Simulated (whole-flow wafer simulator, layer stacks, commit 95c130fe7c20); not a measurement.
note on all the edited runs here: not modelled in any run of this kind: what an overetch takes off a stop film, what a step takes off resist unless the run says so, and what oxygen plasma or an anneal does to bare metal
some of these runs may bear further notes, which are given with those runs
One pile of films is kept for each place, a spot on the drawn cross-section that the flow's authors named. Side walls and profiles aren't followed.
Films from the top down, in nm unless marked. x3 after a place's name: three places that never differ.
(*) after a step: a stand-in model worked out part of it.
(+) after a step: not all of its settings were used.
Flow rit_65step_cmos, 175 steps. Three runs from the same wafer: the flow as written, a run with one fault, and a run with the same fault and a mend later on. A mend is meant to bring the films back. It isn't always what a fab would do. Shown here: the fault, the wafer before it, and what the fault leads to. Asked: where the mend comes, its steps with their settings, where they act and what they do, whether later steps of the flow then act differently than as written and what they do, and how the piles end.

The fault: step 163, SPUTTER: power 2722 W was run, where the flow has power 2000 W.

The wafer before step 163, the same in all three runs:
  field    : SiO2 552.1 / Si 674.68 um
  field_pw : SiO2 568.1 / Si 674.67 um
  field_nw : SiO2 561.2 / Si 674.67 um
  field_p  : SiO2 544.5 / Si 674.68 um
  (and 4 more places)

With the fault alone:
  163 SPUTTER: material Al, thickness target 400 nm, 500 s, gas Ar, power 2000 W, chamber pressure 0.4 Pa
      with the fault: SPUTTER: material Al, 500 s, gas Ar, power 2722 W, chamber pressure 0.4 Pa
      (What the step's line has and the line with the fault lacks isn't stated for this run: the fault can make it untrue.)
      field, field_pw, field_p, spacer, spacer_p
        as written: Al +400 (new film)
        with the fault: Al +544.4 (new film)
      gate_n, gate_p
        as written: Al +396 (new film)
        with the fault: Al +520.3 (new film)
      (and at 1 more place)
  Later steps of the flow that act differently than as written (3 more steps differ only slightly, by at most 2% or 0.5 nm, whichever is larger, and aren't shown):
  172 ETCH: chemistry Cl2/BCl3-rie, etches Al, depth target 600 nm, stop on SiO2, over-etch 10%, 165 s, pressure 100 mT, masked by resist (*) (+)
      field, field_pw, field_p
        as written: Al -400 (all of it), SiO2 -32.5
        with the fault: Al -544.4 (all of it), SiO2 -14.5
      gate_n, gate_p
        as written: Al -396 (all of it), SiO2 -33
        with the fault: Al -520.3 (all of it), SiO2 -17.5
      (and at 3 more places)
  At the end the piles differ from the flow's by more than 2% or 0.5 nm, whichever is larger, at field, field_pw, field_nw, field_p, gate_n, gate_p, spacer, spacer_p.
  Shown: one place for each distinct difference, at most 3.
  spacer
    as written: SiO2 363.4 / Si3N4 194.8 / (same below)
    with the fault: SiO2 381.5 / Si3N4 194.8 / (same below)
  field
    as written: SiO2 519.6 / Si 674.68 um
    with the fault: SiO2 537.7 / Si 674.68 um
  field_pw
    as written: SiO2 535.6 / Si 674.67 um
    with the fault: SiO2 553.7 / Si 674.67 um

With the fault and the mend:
  The mend comes after step 164.
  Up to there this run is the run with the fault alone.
  164a ETCH: chemistry al pan, depth target 622.6 nm
      field, field_pw, field_nw, field_p, spacer, spacer_p
        Al -544.4 (all of it)
      gate_n, gate_p
        Al -520.3 (all of it)
  164b SPUTTER: material Al, thickness target 400 nm, 500 s, gas Ar, power 2000 W, chamber pressure 0.4 Pa (the flow's step 163 once more)
      field, field_pw, field_p, spacer, spacer_p
        Al +400 (new film)
      gate_n, gate_p
        Al +396 (new film)
      field_nw
        Al +397.2 (new film)
  No later step of the flow acts differently than as written at any place that is followed.
  At the end the piles are the same as the flow's at every place that both follow.
